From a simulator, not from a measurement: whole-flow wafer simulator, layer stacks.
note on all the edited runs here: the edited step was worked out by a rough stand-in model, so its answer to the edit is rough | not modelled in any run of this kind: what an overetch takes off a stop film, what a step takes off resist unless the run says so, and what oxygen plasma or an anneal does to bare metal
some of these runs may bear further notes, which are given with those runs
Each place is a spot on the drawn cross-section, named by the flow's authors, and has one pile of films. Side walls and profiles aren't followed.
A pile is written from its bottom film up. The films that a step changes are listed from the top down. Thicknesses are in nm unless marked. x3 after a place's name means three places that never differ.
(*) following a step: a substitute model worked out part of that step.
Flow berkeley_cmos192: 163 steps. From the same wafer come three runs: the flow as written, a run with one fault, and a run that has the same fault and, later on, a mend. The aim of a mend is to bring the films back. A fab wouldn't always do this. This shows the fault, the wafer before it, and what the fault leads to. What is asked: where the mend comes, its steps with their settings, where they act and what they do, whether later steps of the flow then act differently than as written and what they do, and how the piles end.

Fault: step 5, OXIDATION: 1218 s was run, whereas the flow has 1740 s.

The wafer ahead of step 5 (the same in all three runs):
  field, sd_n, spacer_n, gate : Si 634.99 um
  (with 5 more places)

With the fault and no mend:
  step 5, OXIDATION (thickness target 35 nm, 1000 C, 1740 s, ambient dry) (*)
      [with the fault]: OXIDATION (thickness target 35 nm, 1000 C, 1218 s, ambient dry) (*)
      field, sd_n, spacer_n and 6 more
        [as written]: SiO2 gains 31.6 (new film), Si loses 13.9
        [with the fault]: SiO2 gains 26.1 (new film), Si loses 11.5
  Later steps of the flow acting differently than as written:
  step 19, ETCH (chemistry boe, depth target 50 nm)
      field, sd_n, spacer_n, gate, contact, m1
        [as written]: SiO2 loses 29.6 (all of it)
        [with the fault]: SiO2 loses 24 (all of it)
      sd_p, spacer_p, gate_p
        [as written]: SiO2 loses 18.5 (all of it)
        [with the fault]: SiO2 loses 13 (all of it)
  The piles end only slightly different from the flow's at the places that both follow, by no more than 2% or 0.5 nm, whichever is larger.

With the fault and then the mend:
  The mend stands after step 5.
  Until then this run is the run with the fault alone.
  step 5a, OXIDATION (thickness target 35 nm, 1000 C, 522 s, ambient dry) (*) (a further turn of the flow's step 5, with different settings)
      field, sd_n, spacer_n and 6 more
        SiO2 gains 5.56, Si loses 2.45
  Later steps of the flow that are run all act as written at every place that is followed.
  The piles end the same as the flow's at every place that both follow.
